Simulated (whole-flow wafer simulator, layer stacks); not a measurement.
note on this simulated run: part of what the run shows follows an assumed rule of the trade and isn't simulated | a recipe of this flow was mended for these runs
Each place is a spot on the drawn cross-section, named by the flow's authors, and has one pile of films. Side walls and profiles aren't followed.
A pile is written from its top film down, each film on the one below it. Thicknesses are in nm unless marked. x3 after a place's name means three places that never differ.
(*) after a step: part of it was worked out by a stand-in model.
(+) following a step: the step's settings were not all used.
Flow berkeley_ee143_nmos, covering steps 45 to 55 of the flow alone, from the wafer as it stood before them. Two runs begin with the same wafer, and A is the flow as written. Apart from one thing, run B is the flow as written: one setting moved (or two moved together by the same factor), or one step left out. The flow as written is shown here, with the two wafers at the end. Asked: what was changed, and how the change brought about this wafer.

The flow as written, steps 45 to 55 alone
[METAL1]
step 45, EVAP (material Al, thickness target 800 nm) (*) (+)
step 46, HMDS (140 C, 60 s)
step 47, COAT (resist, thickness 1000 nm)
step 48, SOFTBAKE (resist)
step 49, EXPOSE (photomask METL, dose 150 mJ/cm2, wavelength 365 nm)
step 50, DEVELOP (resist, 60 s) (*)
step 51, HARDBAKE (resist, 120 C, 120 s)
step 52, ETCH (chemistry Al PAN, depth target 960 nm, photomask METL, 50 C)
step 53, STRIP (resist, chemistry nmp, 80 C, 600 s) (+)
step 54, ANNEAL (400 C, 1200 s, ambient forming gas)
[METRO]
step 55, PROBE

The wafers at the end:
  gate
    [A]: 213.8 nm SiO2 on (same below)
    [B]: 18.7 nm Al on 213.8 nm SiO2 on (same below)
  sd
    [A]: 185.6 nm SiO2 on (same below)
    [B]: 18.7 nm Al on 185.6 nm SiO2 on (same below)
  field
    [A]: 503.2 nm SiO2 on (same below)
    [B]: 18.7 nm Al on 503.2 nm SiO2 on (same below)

Cause: step 45, EVAP: thickness target 992 nm was run, though the flow has thickness target 800 nm.

How this came from the change, step by step:
  step 45, EVAP (material Al, thickness target 800 nm) (*) (+)
      gate, sd, contact, field: A +800 Al (new film) | B +992 Al (new film)
  step 52, ETCH (chemistry Al PAN, depth target 960 nm, photomask METL, 50 C)
      gate, sd, field: A -786.7 Al (all of it) | B -960 Al
With metal films that touch counted as one body, gate has 1 body; the flow as written gives 0 bodies.
With metal films that touch counted as one body, sd has 1 body; the flow as written gives 0 bodies.
With metal films that touch counted as one body, field has 1 body; the flow as written gives 0 bodies.
